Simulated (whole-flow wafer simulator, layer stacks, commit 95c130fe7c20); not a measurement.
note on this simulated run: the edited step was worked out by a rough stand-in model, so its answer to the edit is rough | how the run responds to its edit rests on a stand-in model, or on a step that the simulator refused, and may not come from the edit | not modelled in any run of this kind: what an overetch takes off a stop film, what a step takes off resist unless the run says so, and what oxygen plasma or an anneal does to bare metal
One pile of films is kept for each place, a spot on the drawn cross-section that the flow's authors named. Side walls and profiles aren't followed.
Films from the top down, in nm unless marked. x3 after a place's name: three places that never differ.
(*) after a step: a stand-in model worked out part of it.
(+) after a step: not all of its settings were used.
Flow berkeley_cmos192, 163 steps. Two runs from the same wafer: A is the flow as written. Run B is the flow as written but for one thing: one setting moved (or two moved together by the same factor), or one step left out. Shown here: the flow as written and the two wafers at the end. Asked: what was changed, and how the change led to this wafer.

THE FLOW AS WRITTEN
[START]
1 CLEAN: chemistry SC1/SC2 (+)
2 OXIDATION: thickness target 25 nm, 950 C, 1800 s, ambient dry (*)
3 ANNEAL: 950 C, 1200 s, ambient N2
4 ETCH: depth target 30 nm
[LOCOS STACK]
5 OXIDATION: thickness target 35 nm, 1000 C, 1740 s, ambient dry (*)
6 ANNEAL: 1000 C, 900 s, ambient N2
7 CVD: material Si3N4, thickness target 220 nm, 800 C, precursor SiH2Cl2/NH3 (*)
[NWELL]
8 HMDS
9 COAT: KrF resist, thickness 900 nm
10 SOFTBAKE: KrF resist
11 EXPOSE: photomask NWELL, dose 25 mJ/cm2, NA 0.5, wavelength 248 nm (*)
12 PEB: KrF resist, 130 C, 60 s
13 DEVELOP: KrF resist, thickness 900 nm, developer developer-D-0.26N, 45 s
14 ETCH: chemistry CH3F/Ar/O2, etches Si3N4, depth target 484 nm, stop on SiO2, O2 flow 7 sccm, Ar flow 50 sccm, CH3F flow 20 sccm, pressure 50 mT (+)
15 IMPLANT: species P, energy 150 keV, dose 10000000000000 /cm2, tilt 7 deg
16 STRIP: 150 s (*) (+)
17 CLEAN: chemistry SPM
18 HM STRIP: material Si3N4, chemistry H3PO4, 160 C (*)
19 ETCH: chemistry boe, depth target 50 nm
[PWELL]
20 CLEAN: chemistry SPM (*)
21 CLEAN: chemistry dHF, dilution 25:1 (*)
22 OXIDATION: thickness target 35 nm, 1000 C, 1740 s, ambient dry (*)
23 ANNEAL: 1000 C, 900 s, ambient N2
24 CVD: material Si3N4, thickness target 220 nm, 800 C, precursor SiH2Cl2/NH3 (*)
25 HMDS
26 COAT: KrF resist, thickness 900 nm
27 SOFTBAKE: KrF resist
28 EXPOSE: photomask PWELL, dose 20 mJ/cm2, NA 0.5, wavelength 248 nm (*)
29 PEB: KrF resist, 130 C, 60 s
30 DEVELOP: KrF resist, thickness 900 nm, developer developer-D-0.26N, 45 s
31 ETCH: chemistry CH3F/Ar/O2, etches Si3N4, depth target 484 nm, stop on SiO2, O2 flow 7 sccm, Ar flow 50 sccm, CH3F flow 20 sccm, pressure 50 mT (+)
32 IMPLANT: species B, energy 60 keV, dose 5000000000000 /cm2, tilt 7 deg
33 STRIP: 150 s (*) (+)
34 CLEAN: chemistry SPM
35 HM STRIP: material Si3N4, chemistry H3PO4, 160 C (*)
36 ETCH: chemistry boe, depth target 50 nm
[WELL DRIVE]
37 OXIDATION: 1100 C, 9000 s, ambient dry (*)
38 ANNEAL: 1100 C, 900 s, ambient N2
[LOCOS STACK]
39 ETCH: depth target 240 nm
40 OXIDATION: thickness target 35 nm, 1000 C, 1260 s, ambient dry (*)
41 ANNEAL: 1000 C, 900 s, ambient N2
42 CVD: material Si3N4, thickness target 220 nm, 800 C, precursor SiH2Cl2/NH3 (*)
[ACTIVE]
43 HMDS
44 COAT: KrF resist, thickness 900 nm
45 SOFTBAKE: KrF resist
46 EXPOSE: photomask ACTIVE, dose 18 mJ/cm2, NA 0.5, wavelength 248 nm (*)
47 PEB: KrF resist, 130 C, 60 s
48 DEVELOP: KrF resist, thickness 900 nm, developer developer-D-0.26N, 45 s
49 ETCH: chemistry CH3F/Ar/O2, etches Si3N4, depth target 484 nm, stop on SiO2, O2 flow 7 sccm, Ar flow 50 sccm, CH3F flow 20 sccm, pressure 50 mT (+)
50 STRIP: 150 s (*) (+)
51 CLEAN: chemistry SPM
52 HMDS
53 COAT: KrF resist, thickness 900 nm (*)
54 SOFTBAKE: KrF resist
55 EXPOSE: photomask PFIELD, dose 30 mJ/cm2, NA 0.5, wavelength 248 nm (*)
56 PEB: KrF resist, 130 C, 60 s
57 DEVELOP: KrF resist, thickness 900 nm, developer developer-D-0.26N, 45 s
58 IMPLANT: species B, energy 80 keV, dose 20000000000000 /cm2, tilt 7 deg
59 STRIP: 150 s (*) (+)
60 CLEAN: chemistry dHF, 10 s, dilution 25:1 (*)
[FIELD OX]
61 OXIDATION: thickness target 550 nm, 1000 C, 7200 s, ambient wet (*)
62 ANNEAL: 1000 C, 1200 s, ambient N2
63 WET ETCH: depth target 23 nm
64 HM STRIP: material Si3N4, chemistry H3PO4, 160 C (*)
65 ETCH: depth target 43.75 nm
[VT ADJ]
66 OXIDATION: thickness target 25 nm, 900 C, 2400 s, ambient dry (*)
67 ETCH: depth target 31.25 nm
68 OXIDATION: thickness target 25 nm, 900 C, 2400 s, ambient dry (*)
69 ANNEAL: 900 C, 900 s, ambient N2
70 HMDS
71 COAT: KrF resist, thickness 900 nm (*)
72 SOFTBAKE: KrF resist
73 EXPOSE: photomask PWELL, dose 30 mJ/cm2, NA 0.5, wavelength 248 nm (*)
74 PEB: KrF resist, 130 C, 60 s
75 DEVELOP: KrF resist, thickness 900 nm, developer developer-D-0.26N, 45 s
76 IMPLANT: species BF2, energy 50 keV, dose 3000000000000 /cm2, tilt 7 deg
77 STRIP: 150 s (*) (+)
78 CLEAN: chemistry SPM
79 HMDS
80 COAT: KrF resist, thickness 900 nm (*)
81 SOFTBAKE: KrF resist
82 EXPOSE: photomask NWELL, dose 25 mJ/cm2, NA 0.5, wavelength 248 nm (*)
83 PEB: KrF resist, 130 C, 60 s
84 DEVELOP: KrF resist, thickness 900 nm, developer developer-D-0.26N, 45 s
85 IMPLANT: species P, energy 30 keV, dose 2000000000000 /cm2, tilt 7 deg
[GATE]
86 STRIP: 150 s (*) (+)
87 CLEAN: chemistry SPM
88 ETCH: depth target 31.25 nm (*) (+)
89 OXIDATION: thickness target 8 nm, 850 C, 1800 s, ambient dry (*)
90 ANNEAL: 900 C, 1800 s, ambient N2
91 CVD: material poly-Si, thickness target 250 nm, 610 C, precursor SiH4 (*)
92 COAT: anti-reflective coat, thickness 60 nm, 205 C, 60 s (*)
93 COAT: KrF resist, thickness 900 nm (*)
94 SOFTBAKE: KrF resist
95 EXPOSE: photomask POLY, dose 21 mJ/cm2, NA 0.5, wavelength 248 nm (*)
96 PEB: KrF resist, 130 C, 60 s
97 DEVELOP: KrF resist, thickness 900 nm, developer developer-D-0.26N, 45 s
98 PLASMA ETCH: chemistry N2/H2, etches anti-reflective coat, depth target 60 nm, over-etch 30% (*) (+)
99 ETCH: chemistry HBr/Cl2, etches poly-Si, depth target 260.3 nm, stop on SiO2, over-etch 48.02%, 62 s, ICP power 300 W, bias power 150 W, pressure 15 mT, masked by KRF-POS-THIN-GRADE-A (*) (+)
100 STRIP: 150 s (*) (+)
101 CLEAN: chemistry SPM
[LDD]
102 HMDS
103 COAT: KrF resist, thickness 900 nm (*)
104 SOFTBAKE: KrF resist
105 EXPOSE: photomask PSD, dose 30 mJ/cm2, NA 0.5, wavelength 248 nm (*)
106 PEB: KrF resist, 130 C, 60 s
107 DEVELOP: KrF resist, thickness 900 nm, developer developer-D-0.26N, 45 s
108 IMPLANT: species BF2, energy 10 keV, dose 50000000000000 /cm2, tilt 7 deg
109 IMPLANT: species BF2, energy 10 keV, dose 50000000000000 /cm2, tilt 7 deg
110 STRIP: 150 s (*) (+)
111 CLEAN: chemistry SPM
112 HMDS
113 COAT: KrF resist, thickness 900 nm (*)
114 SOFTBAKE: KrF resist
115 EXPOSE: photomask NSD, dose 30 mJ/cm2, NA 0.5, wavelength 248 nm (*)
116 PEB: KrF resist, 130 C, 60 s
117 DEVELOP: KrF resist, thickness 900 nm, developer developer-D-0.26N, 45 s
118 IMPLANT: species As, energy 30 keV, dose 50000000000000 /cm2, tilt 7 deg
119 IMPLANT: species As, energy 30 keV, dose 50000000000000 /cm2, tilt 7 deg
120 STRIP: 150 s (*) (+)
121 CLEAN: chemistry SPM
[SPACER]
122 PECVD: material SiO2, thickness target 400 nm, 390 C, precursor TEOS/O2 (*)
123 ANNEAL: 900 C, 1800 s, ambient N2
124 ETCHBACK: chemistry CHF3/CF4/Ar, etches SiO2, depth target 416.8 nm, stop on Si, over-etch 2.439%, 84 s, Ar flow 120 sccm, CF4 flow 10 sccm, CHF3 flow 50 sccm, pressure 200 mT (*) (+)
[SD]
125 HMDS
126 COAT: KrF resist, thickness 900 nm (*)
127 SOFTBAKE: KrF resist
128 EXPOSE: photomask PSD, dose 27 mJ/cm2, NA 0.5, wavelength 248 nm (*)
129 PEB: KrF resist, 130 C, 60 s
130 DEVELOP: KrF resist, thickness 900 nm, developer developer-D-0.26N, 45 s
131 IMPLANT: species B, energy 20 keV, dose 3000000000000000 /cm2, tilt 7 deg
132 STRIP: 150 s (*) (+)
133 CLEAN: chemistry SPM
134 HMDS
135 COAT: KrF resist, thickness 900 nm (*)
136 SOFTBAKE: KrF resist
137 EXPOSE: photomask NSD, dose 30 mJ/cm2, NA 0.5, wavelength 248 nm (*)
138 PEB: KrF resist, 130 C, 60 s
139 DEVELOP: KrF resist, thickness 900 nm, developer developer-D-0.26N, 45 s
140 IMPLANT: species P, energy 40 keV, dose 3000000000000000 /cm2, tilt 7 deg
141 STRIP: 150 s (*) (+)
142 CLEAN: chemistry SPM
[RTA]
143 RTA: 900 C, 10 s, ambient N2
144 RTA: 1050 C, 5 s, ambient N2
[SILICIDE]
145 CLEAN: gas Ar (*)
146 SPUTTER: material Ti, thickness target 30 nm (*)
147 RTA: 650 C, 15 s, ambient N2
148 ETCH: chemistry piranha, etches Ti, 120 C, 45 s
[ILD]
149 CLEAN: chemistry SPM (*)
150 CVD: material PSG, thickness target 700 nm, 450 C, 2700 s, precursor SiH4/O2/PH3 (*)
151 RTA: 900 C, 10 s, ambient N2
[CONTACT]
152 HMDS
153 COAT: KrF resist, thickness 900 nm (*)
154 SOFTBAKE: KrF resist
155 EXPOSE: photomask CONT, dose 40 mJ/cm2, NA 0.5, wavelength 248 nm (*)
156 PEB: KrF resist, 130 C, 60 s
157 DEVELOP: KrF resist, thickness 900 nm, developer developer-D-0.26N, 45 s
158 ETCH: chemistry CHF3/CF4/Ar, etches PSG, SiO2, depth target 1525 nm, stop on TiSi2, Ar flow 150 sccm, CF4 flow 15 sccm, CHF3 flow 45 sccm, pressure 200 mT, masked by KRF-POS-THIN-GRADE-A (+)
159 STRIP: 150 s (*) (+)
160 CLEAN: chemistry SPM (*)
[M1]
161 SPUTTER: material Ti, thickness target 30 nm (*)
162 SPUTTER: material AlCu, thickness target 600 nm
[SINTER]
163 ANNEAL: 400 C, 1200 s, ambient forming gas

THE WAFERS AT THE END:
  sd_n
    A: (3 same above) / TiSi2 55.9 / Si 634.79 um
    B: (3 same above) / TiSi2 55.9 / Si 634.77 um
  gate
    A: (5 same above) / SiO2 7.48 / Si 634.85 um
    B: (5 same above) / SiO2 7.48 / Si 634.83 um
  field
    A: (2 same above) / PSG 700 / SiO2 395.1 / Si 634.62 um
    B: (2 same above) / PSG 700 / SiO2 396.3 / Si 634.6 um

The cause: step 37, OXIDATION: 1155 C was run, where the flow has 1100 C.

How the change led to this, step by step:
  37 OXIDATION: 1100 C, 9000 s, ambient dry (*)
      field, sd_n, spacer_n and 6 more: A SiO2 +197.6 (new film), Si -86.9 | B SiO2 +253.6 (new film), Si -111.6
  39 ETCH: depth target 240 nm
      field, sd_n, spacer_n and 6 more: A SiO2 -197.6 (all of it) | B SiO2 -240
  40 OXIDATION: thickness target 35 nm, 1000 C, 1260 s, ambient dry (*)
      field, sd_n, spacer_n and 6 more: A SiO2 +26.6 (new film), Si -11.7 | B SiO2 +16.8, Si -7.41
  61 OXIDATION: thickness target 550 nm, 1000 C, 7200 s, ambient wet (*)
      gate: A SiO2 +12.1 (new film), Si3N4 -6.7, SiO2 +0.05, Si -0.05 | B SiO2 +12.1 (new film), Si3N4 -6.7
  65 ETCH: depth target 43.75 nm
      spacer_n, gate, spacer_p, gate_p, contact, m1: A SiO2 -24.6 (all of it) | B SiO2 -28.5 (all of it)
      sd_n, sd_p: A SiO2 -24.6 (all of it) | B SiO2 -28.7 (all of it)
  92 COAT: anti-reflective coat, thickness 60 nm, 205 C, 60 s (*)
      spacer_n: A anti-reflective coat +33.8 (new film) | B anti-reflective coat +33.1 (new film)
      gate: A anti-reflective coat +30 (new film) | B anti-reflective coat +29.3 (new film)
  98 PLASMA ETCH: chemistry N2/H2, etches anti-reflective coat, depth target 60 nm, over-etch 30% (*) (+)
      spacer_n: A anti-reflective coat -33.8 (all of it), poly-Si -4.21 | B anti-reflective coat -33.1 (all of it), poly-Si -4.29
  100 STRIP: 150 s (*) (+)
      gate: A chemical SiO2 +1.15 (new film), KrF resist -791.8 (all of it), anti-reflective coat -30 (all of it), poly-Si -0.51 | B chemical SiO2 +1.15 (new film), KrF resist -793.9 (all of it), anti-reflective coat -29.3 (all of it), poly-Si -0.51
